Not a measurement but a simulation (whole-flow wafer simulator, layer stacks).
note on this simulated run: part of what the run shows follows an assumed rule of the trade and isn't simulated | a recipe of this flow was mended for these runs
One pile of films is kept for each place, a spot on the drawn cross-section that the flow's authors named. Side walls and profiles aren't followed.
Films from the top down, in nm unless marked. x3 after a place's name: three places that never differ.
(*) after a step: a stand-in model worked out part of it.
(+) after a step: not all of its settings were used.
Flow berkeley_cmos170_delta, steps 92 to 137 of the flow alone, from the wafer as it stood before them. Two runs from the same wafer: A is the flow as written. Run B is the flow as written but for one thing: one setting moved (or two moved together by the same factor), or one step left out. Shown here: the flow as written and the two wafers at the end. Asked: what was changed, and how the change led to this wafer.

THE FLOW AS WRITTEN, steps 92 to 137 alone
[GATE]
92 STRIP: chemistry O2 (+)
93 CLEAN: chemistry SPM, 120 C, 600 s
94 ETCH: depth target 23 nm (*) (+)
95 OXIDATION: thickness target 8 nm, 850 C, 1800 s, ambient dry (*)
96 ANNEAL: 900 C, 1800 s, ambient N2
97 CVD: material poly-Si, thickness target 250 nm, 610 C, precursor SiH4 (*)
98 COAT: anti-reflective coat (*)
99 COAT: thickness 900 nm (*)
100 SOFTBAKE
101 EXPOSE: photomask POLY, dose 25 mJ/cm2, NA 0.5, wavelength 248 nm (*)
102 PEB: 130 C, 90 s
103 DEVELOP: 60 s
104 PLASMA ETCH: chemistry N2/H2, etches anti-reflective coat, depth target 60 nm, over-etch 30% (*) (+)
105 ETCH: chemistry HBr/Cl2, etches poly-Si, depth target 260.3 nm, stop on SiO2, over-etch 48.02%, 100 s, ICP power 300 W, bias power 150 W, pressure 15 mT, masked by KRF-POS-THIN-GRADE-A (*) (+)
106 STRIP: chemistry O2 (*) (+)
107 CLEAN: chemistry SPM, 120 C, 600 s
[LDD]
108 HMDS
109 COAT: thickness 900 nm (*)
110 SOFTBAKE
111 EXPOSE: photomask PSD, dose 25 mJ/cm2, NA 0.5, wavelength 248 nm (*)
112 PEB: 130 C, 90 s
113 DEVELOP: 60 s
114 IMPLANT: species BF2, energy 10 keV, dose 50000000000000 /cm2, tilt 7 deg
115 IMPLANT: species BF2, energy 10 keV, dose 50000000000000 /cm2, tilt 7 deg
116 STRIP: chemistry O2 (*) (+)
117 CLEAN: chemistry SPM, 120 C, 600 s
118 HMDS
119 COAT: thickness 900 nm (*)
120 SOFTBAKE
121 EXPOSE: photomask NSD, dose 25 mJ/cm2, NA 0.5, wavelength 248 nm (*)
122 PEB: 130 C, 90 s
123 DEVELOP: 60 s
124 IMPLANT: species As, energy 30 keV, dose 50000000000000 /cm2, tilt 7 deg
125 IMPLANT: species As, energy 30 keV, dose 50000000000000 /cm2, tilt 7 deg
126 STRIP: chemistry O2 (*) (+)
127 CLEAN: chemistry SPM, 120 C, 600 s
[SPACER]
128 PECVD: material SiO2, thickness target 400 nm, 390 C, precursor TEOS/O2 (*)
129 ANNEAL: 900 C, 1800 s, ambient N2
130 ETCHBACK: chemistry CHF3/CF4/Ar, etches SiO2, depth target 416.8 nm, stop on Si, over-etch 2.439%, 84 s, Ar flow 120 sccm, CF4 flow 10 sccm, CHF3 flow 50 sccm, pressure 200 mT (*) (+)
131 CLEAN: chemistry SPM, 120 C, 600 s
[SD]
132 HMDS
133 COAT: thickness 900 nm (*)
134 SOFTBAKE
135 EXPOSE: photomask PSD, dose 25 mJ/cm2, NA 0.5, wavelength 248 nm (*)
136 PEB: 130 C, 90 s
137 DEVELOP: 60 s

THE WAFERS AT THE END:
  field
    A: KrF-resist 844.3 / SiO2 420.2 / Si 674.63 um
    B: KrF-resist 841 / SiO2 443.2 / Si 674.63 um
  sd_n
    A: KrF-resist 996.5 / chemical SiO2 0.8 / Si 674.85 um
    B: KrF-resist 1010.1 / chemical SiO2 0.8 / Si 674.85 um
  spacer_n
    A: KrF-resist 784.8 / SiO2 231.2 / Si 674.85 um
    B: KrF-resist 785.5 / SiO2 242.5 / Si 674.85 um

The cause: step 94, ETCH: depth target 23 nm (*) (+), was left out.

How the change led to this, step by step:
  95 OXIDATION: thickness target 8 nm, 850 C, 1800 s, ambient dry (*)
      sd_n, spacer_n, gate, sd_p, spacer_p, gate_p, contact, m1: A SiO2 +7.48 (new film), Si -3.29 | B SiO2 +3.85, Si -1.69
  98 COAT: anti-reflective coat (*)
      sd_n: A anti-reflective coat +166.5 (new film) | B anti-reflective coat +175 (new film)
      spacer_n: A anti-reflective coat +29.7 (new film) | B anti-reflective coat +27.8 (new film)
      (and at 4 more places)
  104 PLASMA ETCH: chemistry N2/H2, etches anti-reflective coat, depth target 60 nm, over-etch 30% (*) (+)
      sd_n: A anti-reflective coat -166.5 (all of it), poly-Si -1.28 | B anti-reflective coat -175 (all of it), poly-Si -1.35
      spacer_n: A anti-reflective coat -29.7 (all of it), poly-Si -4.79 | B anti-reflective coat -27.8 (all of it), poly-Si -5.12
      (and at 2 more places)
  106 STRIP: chemistry O2 (*) (+)
      gate: A chemical SiO2 +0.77 (new film), KrF-resist -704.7 (all of it), anti-reflective coat -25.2 (all of it), poly-Si -0.34 | B chemical SiO2 +0.77 (new film), KrF-resist -713.3 (all of it), anti-reflective coat -23.1 (all of it), poly-Si -0.34
      gate_p: A chemical SiO2 +0.77 (new film), KrF-resist -672.9 (all of it), anti-reflective coat -28.2 (all of it), poly-Si -0.34 | B chemical SiO2 +0.77 (new film), KrF-resist -677.8 (all of it), anti-reflective coat -27.1 (all of it), poly-Si -0.34
  130 ETCHBACK: chemistry CHF3/CF4/Ar, etches SiO2, depth target 416.8 nm, stop on Si, over-etch 2.439%, 84 s, Ar flow 120 sccm, CF4 flow 10 sccm, CHF3 flow 50 sccm, pressure 200 mT (*) (+)
      sd_n: A SiO2 -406 (all of it), Si -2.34 | B SiO2 -417.3 (all of it), Si -2.34
      sd_p: A SiO2 -389.5 (all of it), Si -2.34 | B SiO2 -400.2 (all of it), Si -2.34
      (and at 2 more places)
